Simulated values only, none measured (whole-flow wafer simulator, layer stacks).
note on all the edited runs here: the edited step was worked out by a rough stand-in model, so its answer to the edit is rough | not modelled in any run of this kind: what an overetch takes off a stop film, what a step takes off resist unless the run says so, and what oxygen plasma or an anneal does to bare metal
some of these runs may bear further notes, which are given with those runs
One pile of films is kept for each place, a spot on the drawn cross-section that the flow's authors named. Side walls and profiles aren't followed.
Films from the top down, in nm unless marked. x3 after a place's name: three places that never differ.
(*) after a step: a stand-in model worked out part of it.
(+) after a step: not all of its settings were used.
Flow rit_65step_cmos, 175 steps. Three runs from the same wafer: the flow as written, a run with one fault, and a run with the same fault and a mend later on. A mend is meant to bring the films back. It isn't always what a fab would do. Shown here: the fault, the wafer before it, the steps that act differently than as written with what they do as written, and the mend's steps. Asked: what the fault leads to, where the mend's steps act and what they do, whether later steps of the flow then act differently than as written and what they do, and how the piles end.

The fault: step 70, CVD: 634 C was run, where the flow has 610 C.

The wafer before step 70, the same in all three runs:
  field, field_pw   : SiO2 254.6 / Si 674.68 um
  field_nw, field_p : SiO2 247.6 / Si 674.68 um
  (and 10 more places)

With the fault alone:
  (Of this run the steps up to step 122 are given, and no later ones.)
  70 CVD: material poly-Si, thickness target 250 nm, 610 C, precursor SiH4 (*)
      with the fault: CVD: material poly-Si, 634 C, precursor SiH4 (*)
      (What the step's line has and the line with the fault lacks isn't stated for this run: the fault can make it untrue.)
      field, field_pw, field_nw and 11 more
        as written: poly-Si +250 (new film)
        with the fault: poly-Si +373.8 (new film)
  Later steps of the flow that act differently than as written (3 more steps differ only slightly, by at most 2% or 0.5 nm, whichever is larger, and aren't shown):
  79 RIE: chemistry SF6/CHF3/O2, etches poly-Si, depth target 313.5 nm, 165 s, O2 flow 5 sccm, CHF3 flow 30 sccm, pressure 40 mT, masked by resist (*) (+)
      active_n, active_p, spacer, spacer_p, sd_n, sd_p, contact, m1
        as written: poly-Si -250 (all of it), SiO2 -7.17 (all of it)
        with the fault: poly-Si -313.5
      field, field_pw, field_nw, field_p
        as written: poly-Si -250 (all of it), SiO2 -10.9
        with the fault: poly-Si -313.5
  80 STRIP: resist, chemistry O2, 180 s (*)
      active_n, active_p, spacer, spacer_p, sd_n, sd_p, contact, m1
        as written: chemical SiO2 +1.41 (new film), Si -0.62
        with the fault: chemical SiO2 +1.41 (new film), poly-Si -0.62
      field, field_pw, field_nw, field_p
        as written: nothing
        with the fault: chemical SiO2 +1.41 (new film), poly-Si -0.62
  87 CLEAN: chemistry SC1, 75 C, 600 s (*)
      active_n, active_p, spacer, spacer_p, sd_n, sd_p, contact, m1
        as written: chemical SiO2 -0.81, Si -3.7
        with the fault: chemical SiO2 -0.81, poly-Si -3.7
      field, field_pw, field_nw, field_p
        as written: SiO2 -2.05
        with the fault: chemical SiO2 -0.81, poly-Si -3.7
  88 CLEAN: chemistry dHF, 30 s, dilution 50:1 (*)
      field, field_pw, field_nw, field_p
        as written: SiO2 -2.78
        with the fault: chemical SiO2 -0.6 (all of it)
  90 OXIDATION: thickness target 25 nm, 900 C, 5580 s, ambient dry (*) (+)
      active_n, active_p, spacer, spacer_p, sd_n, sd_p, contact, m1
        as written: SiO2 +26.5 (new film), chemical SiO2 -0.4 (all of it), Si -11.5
        with the fault: SiO2 +28.9 (new film), chemical SiO2 -0.4 (all of it), poly-Si -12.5
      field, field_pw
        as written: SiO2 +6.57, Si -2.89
        with the fault: SiO2 +28.9 (new film), chemical SiO2 -0.4 (all of it), poly-Si -12.5
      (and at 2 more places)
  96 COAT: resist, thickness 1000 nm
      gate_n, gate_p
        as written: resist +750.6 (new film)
        with the fault: resist +700.9 (new film)
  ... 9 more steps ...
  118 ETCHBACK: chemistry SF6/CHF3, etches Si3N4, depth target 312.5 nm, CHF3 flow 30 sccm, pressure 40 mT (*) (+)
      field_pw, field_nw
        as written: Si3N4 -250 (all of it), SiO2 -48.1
        with the fault: Si3N4 -250 (all of it), SiO2 -24.1 (all of it), poly-Si -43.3 (all of it), SiO2 -3.06
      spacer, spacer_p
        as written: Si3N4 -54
        with the fault: Si3N4 +0.96
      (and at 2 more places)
  After step 122 the piles differ from the flow's by more than 2% or 0.5 nm, whichever is larger, at field, field_pw, field_nw, field_p, gate_n, gate_p, spacer, spacer_p.
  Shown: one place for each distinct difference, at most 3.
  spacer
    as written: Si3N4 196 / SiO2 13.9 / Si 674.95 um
    with the fault: Si3N4 251 / SiO2 16.3 / poly-Si 43.3 / SiO2 7.17 / Si 674.97 um
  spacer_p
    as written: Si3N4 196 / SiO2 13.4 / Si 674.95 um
    with the fault: Si3N4 251 / SiO2 15.7 / poly-Si 43.3 / SiO2 7.17 / Si 674.97 um
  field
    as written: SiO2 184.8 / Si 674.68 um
    with the fault: SiO2 243.8 / Si 674.68 um

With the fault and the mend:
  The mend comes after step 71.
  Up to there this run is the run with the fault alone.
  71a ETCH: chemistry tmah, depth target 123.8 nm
      field, field_pw, field_nw and 11 more
        poly-Si -123.8
  No later step of the flow acts differently than as written, at any place that is followed, by more than 2% or 0.5 nm, whichever is larger.
  At the end the piles are the same as the flow's at every place that both follow.
